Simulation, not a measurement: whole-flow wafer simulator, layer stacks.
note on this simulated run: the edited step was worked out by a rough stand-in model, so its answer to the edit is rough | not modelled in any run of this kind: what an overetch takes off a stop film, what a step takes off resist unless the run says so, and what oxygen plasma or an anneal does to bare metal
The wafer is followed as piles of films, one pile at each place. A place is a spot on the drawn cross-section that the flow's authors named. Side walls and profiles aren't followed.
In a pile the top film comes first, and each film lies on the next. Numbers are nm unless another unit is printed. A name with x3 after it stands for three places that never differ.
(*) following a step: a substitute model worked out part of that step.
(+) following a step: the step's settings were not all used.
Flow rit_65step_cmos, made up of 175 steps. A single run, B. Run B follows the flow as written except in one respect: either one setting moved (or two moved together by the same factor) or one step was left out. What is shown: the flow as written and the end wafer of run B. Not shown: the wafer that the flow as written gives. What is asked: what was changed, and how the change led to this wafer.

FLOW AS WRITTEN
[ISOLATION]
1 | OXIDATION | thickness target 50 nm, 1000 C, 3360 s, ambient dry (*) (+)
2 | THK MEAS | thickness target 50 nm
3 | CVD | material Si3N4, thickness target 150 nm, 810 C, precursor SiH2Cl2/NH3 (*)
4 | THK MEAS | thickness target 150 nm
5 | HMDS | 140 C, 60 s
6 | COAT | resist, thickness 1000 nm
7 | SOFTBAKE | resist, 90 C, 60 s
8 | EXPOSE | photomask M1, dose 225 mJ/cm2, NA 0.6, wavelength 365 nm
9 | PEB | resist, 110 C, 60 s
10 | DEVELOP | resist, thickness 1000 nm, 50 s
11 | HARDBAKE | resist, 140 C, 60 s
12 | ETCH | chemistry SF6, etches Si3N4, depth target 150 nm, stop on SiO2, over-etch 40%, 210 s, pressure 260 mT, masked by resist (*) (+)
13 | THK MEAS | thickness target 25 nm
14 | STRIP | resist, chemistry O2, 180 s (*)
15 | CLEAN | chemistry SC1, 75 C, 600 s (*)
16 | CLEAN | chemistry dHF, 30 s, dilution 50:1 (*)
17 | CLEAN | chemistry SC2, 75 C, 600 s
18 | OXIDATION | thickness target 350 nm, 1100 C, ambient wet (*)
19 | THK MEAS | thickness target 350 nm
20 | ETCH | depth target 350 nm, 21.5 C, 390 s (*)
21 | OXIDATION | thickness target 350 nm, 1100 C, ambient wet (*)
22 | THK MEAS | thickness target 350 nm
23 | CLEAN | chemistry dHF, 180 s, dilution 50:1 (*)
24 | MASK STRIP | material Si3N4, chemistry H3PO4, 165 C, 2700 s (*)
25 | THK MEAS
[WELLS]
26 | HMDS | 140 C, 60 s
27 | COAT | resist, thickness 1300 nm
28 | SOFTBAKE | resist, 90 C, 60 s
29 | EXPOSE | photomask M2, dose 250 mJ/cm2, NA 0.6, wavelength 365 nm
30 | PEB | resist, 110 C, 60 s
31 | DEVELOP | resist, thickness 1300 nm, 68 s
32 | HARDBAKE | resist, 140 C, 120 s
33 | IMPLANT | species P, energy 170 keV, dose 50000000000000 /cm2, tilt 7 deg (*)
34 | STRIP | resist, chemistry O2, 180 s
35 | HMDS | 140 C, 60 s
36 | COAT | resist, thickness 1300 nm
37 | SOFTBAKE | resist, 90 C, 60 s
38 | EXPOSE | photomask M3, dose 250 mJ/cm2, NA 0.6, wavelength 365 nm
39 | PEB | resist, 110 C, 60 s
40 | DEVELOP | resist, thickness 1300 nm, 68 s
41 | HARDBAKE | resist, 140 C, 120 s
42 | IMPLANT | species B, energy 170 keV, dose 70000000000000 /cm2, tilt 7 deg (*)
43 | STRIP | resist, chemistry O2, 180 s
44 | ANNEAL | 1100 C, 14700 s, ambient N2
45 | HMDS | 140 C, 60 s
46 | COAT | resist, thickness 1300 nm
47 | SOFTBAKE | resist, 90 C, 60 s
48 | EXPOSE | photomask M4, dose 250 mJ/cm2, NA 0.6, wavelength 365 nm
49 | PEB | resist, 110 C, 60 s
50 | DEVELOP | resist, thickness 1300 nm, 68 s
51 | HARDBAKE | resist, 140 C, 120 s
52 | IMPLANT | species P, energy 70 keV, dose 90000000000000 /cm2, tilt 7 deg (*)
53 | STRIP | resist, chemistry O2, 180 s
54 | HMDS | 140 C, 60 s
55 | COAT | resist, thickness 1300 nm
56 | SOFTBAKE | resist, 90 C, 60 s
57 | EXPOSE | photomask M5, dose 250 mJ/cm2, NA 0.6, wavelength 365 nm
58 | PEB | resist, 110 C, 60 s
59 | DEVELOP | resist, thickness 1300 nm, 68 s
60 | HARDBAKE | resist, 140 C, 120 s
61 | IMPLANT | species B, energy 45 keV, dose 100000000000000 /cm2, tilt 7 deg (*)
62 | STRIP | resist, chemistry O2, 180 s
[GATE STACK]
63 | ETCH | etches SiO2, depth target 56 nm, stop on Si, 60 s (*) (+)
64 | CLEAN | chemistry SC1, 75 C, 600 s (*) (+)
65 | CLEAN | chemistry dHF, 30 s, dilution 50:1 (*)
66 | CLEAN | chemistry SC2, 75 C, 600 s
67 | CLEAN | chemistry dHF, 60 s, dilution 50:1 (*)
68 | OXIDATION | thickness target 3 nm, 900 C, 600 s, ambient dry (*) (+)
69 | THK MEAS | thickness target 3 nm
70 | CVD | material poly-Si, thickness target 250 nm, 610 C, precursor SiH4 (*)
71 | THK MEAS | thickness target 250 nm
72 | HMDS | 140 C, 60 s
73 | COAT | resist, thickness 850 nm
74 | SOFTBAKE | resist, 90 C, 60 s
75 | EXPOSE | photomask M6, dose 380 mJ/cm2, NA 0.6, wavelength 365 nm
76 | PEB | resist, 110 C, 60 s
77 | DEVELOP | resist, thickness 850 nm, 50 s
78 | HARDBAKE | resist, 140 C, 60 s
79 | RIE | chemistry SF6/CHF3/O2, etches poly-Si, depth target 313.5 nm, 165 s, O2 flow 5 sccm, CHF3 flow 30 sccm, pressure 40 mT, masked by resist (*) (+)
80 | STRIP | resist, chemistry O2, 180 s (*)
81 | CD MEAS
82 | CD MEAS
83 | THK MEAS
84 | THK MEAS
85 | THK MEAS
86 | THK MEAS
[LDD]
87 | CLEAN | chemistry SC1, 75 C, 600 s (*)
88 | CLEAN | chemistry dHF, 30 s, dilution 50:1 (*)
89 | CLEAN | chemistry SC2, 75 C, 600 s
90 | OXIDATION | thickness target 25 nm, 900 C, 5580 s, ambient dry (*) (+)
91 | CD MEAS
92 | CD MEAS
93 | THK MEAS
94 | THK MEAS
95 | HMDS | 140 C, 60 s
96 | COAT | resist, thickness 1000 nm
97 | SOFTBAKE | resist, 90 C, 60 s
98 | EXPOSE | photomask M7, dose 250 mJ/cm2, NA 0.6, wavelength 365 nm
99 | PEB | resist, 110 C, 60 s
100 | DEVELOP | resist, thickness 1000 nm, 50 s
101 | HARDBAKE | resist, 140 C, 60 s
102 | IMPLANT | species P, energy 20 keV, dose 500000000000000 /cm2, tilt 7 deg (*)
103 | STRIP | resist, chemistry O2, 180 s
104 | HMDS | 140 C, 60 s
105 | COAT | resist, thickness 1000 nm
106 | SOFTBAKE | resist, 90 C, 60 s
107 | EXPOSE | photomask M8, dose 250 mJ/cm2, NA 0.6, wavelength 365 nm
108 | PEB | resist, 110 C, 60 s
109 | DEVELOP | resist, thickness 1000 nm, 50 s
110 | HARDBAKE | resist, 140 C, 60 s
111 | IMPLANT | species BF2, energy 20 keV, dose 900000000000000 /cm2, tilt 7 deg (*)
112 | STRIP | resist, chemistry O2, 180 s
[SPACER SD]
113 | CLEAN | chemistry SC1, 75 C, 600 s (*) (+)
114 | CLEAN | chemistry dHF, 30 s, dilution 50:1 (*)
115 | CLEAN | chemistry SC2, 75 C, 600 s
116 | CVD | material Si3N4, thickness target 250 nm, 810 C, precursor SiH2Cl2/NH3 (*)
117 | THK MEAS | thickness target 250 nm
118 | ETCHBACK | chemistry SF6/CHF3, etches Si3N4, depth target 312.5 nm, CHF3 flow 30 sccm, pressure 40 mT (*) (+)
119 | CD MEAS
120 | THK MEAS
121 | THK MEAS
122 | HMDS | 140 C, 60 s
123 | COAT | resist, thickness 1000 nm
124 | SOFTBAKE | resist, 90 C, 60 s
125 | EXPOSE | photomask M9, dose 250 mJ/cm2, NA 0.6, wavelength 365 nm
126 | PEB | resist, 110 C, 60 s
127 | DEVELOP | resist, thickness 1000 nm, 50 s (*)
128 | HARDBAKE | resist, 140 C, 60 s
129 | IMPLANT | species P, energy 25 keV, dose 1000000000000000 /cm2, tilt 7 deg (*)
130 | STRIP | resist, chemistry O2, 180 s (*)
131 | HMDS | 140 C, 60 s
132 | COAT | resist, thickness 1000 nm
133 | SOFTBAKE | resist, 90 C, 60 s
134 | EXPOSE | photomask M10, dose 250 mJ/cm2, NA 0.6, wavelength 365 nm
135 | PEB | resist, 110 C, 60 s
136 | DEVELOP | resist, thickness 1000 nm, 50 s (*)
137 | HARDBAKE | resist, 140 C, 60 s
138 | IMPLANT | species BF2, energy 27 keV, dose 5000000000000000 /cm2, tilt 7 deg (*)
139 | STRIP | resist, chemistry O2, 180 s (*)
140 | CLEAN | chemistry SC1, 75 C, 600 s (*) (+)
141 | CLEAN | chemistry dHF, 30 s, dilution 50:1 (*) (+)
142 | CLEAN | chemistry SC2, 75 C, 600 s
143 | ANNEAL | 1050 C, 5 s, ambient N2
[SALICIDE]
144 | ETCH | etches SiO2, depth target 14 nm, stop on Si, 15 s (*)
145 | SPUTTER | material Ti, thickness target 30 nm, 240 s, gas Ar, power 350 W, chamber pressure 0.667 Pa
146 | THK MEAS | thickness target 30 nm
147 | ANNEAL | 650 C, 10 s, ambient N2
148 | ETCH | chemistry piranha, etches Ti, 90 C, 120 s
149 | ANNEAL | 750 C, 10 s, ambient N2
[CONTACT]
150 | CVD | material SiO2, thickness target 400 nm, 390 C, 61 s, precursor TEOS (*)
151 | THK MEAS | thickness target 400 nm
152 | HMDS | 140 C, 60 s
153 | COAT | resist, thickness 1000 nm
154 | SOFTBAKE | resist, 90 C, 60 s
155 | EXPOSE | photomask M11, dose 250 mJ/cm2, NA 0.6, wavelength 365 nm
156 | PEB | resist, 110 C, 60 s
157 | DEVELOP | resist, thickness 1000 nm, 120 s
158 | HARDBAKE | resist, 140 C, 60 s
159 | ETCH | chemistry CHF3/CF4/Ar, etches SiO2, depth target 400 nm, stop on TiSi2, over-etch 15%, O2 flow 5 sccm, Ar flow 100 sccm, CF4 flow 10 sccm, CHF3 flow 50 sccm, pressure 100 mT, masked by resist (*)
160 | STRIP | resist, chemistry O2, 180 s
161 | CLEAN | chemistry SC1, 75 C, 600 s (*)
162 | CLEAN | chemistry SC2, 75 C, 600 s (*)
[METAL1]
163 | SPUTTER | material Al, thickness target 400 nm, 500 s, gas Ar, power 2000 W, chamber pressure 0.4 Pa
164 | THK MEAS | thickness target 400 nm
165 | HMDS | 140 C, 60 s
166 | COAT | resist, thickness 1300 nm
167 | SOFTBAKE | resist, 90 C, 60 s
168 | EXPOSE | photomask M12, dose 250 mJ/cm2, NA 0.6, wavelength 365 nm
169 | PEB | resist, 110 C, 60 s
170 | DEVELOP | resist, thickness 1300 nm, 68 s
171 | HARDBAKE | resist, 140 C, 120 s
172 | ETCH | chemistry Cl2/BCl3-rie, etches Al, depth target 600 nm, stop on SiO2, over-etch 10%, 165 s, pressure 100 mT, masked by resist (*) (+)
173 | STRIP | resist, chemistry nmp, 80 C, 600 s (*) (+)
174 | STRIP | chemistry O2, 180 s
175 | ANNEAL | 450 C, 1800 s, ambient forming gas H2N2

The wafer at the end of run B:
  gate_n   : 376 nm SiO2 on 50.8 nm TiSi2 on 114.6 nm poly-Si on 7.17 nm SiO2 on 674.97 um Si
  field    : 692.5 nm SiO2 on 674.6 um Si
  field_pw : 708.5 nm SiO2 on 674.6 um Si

Cause: step 21, OXIDATION: thickness target 525 nm was run, though the flow has thickness target 350 nm.

How this came from the change, step by step:
  21 | OXIDATION | thickness target 350 nm, 1100 C, ambient wet (*)
      active_n, active_p, gate_n and 7 more: SiO2 gains 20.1 (new film), Si3N4 loses 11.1 (as written it would have been: SiO2 gains 12 (new film), Si3N4 loses 6.61)
      field, field_pw, field_nw, field_p: SiO2 gains 525 (new film), Si loses 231 (as written it would have been: SiO2 gains 350 (new film), Si loses 154)
  23 | CLEAN | chemistry dHF, 180 s, dilution 50:1 (*)
      active_n, active_p, gate_n and 7 more: SiO2 loses 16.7 (as written it would have been: SiO2 loses 12 (all of it), Si3N4 loses 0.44)
  24 | MASK STRIP | material Si3N4, chemistry H3PO4, 165 C, 2700 s (*)
      active_n, active_p, gate_n and 7 more: SiO2 loses 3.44 (all of it), Si3N4 loses 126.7 (all of it), SiO2 loses 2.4 (as written it would have been: Si3N4 loses 130.8 (all of it), SiO2 loses 5.68)
  27 | COAT | resist, thickness 1300 nm
      field_pw, field_nw: resist gains 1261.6 (new film) (as written it would have been: resist gains 1313 (new film))
      field: resist gains 1246.1 (new film) (as written it would have been: resist gains 1315.7 (new film))
      (as well as at 1 more place)
  30 | PEB | resist, 110 C, 60 s
      field, field_p: resist loses 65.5 (as written it would have been: resist loses 69.2)
      field_pw, field_nw: resist loses 66.4 (as written it would have been: resist loses 69.1)
  31 | DEVELOP | resist, thickness 1300 nm, 68 s
      field_nw: resist loses 1195.3 (all of it) (as written it would have been: resist loses 1243.9 (all of it))
      field_p: resist loses 1180.7 (all of it) (as written it would have been: resist loses 1246.4 (all of it))
  32 | HARDBAKE | resist, 140 C, 120 s
      field: resist loses 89 (as written it would have been: resist loses 94)
      field_pw: resist loses 90.1 (as written it would have been: resist loses 93.8)
  34 | STRIP | resist, chemistry O2, 180 s
      field: resist loses 1091.6 (all of it) (as written it would have been: resist loses 1152.5 (all of it))
      field_pw: resist loses 1105.1 (all of it) (as written it would have been: resist loses 1150.2 (all of it))
  36 | COAT | resist, thickness 1300 nm
      field_pw, field_nw: resist gains 1261.6 (new film) (as written it would have been: resist gains 1313 (new film))
      field: resist gains 1246.1 (new film) (as written it would have been: resist gains 1315.7 (new film))
      (as well as at 1 more place)
  39 | PEB | resist, 110 C, 60 s
      field, field_p: resist loses 65.5 (as written it would have been: resist loses 69.2)
      field_pw, field_nw: resist loses 66.4 (as written it would have been: resist loses 69.1)
  40 | DEVELOP | resist, thickness 1300 nm, 68 s
      field: resist loses 1180.6 (all of it) (as written it would have been: resist loses 1246.5 (all of it))
      field_pw: resist loses 1195.3 (all of it) (as written it would have been: resist loses 1243.9 (all of it))
  41 | HARDBAKE | resist, 140 C, 120 s
      field_nw: resist loses 90.1 (as written it would have been: resist loses 93.8)
      field_p: resist loses 89 (as written it would have been: resist loses 94)
  43 | STRIP | resist, chemistry O2, 180 s
      field_nw: resist loses 1105.1 (all of it) (as written it would have been: resist loses 1150.2 (all of it))
      field_p: resist loses 1091.7 (all of it) (as written it would have been: resist loses 1152.5 (all of it))
  46 | COAT | resist, thickness 1300 nm
      field_pw, field_nw: resist gains 1261.6 (new film) (as written it would have been: resist gains 1313 (new film))
      field: resist gains 1246.1 (new film) (as written it would have been: resist gains 1315.7 (new film))
      (as well as at 1 more place)
  49 | PEB | resist, 110 C, 60 s
      field, field_p: resist loses 65.5 (as written it would have been: resist loses 69.2)
      field_pw, field_nw: resist loses 66.4 (as written it would have been: resist loses 69.1)
  50 | DEVELOP | resist, thickness 1300 nm, 68 s
      field_nw: resist loses 1195.3 (all of it) (as written it would have been: resist loses 1243.9 (all of it))
      field_p: resist loses 1180.7 (all of it) (as written it would have been: resist loses 1246.4 (all of it))
  ... 38 other steps ...
  170 | DEVELOP | resist, thickness 1300 nm, 68 s
      field: resist loses 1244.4 (all of it) (as written it would have been: resist loses 1316.6 (all of it))
      field_pw: resist loses 1234 (all of it) (as written it would have been: resist loses 1285.5 (all of it))
      (as well as at 2 more places)
